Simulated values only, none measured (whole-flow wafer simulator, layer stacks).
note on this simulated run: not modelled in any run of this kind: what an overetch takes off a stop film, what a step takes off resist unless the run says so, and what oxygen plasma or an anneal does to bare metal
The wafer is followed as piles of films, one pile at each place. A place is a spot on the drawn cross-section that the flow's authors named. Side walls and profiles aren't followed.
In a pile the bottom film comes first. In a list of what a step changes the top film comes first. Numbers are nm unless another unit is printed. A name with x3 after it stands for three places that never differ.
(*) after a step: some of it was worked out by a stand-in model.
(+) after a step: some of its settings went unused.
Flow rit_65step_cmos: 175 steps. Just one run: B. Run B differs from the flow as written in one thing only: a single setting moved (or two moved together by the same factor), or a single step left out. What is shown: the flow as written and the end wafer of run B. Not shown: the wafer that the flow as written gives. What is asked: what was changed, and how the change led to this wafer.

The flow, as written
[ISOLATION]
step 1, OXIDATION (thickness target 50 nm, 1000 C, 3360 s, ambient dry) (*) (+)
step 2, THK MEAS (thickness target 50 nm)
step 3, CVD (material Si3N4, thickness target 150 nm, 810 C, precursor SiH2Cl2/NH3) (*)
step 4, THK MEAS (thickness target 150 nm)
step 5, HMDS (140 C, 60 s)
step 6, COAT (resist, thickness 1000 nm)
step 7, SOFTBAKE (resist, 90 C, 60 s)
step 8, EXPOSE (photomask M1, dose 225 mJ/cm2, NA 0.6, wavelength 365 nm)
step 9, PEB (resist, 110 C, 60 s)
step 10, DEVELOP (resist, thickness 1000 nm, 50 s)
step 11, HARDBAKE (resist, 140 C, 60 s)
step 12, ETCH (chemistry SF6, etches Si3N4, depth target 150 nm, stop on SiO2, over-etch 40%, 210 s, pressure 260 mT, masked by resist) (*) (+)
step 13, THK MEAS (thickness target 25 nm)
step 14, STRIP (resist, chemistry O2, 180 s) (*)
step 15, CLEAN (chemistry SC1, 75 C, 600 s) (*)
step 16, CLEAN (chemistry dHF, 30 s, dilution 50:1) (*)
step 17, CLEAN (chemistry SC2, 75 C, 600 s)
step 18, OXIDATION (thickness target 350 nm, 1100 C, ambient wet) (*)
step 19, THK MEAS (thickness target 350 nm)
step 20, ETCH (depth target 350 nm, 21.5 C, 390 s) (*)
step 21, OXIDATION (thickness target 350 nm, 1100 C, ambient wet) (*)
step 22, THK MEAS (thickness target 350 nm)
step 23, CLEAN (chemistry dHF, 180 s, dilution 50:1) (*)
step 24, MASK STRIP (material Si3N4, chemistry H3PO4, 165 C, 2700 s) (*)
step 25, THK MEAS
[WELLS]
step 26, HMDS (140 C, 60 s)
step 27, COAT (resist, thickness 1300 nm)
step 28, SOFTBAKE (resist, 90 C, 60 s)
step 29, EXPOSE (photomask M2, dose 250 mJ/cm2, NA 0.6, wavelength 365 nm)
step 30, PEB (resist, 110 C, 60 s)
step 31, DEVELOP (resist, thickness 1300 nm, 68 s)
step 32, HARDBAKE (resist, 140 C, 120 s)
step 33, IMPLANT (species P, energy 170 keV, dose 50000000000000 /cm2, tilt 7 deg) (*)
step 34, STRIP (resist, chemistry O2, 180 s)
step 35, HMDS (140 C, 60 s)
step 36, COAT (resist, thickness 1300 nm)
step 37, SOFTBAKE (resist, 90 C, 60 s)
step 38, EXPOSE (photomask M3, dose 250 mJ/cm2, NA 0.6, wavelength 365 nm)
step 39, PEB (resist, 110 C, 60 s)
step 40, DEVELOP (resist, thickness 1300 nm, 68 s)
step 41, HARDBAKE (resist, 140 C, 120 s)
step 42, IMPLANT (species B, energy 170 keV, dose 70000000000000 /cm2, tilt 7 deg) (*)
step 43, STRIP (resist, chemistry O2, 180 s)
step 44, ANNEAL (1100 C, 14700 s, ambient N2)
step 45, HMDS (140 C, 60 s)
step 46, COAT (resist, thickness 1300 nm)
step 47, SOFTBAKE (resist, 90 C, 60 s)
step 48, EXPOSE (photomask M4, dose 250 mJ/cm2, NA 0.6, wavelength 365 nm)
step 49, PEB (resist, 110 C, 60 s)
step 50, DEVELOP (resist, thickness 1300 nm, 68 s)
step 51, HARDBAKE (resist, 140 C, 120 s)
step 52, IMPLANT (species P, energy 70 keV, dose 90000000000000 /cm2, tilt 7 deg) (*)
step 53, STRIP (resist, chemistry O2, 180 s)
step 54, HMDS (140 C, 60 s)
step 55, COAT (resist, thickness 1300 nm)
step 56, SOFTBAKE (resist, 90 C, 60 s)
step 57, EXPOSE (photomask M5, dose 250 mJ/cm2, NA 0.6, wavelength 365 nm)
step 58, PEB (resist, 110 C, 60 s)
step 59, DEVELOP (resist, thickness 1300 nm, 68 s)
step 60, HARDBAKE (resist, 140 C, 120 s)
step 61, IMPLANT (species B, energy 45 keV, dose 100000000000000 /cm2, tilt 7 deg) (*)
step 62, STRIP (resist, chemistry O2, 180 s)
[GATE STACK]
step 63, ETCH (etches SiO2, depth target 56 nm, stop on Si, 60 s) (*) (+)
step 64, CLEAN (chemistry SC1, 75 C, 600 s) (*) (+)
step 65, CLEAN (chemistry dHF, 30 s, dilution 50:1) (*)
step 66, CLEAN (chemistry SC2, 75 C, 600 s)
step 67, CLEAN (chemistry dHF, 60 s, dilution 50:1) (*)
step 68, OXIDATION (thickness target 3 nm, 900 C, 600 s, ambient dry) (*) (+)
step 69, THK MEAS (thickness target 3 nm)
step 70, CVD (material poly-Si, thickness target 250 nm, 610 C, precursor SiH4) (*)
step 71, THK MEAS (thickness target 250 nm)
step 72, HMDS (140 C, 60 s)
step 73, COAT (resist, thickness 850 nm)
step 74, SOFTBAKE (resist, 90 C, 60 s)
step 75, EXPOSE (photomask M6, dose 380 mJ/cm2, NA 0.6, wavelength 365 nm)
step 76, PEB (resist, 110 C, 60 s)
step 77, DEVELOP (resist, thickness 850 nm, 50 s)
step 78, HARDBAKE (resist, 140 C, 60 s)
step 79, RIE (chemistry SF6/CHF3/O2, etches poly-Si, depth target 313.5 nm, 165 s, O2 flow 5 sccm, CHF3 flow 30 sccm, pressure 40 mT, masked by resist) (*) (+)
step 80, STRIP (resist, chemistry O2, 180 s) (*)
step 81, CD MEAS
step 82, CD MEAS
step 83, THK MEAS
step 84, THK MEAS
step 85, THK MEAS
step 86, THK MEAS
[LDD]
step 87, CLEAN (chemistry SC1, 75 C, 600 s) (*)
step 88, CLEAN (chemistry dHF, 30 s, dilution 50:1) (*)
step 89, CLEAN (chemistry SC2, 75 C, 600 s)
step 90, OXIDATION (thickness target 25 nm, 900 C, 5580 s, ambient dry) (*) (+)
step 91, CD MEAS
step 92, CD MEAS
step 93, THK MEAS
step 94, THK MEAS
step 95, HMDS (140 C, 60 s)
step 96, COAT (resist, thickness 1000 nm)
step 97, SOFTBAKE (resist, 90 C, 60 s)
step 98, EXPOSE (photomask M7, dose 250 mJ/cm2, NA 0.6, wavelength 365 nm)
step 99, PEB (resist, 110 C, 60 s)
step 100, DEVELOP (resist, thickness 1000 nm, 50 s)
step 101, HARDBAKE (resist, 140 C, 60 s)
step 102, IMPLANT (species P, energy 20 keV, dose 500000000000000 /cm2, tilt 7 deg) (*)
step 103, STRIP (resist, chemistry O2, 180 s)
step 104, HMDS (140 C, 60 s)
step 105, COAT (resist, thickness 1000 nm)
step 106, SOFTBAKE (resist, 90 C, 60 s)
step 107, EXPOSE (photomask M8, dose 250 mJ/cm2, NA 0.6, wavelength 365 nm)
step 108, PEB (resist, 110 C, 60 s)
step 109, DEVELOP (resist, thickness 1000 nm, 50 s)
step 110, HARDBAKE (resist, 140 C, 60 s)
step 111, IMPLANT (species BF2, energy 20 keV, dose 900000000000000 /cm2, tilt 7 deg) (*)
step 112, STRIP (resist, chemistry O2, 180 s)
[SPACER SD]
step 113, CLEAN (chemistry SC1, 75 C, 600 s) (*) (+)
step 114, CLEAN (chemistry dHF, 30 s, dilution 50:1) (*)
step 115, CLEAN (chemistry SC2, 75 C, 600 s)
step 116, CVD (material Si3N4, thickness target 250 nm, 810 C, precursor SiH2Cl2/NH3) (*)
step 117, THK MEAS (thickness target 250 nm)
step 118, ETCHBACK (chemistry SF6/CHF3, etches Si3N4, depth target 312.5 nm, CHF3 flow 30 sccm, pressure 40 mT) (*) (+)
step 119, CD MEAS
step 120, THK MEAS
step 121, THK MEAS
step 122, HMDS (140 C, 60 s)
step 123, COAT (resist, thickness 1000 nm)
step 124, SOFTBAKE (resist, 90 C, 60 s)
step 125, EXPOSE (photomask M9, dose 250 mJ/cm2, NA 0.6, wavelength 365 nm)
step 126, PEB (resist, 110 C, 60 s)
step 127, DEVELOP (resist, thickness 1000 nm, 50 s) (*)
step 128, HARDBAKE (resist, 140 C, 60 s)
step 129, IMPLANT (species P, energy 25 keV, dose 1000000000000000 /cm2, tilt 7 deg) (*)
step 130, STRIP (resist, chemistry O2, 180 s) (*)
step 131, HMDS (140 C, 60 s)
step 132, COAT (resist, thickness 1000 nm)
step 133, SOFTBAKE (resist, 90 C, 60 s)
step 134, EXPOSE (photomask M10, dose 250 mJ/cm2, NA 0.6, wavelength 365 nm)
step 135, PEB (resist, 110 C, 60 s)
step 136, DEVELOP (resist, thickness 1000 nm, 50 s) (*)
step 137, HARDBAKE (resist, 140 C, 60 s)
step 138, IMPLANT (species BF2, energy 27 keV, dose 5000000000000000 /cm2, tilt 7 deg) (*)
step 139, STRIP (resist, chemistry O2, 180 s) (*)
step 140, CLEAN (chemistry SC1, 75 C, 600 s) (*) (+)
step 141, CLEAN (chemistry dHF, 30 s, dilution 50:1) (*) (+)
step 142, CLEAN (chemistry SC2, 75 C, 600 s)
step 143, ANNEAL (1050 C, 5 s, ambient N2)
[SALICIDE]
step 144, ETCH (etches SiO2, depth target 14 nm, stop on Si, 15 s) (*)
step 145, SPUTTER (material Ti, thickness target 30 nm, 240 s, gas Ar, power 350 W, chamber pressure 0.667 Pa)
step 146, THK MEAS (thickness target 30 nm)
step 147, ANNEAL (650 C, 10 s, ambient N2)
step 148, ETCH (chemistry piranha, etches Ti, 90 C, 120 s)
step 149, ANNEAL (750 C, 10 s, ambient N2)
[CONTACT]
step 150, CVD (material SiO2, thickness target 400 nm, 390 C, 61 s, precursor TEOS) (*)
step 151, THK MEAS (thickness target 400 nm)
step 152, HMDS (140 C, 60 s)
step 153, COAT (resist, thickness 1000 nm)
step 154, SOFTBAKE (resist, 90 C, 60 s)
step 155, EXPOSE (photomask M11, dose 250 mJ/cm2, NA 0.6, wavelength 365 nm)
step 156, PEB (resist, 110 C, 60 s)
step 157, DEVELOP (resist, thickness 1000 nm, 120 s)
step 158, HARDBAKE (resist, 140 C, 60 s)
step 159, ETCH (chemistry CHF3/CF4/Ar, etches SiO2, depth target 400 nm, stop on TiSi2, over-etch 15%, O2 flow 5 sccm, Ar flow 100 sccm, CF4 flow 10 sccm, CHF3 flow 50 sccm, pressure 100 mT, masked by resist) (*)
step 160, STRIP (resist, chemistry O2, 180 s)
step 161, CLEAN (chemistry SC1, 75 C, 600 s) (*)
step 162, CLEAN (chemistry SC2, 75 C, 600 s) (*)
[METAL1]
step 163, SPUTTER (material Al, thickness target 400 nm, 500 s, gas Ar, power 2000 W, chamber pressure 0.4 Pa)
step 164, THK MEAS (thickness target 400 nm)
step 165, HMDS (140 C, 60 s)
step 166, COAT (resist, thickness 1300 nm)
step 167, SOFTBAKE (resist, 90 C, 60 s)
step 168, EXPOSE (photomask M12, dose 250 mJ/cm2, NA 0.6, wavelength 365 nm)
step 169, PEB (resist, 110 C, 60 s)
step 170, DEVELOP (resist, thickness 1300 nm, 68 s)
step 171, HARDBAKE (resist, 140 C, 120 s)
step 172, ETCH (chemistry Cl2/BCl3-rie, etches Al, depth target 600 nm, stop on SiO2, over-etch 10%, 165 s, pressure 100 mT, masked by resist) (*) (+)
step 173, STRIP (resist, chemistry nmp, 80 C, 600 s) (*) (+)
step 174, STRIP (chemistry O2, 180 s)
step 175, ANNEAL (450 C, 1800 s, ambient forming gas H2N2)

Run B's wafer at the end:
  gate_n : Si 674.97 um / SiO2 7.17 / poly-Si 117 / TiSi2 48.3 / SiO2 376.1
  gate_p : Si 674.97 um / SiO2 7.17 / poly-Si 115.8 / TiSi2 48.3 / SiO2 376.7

The reason: step 147, ANNEAL: 5 s was run, while the flow as written has 10 s.

Step by step, how the change led to this:
  step 147, ANNEAL (650 C, 10 s, ambient N2)
      gate_n: Ti loses 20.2, TiSi first gains 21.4 (new film), TiSi2 C49 gains 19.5 (new film), poly-Si loses 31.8 (in the flow as written it would be: Ti loses 21.3, TiSi first gains 9.82 (new film), TiSi2 C49 gains 39.5 (new film), poly-Si loses 41.9)
      gate_p: Ti loses 20.2, TiSi first gains 21.4 (new film), TiSi2 C49 gains 19.5 (new film), poly-Si loses 31.8 (in the flow as written it would be: Ti loses 21.2, TiSi first gains 9.56 (new film), TiSi2 C49 gains 39.6 (new film), poly-Si loses 41.9)
  step 148, ETCH (chemistry piranha, etches Ti, 90 C, 120 s)
      gate_n: Ti loses 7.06 (all of it), TiSi first loses 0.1 (in the flow as written it would be: Ti loses 6 (all of it), TiSi first loses 0.1)
      gate_p: Ti loses 6.94 (all of it), TiSi first loses 0.1 (in the flow as written it would be: Ti loses 5.97 (all of it), TiSi first loses 0.1)
  step 149, ANNEAL (750 C, 10 s, ambient N2)
      gate_n: TiSi2 gains 48.3 (new film), TiSi first loses 21.3 (all of it), TiSi2 C49 loses 19.5 (all of it), poly-Si loses 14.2 (in the flow as written it would be: TiSi2 gains 50.8 (new film), TiSi first loses 9.72 (all of it), TiSi2 C49 loses 39.5 (all of it), poly-Si loses 6.48)
      gate_p: TiSi2 gains 48.3 (new film), TiSi first loses 21.3 (all of it), TiSi2 C49 loses 19.5 (all of it), poly-Si loses 14.2 (in the flow as written it would be: TiSi2 gains 50.6 (new film), TiSi first loses 9.46 (all of it), TiSi2 C49 loses 39.6 (all of it), poly-Si loses 6.31)
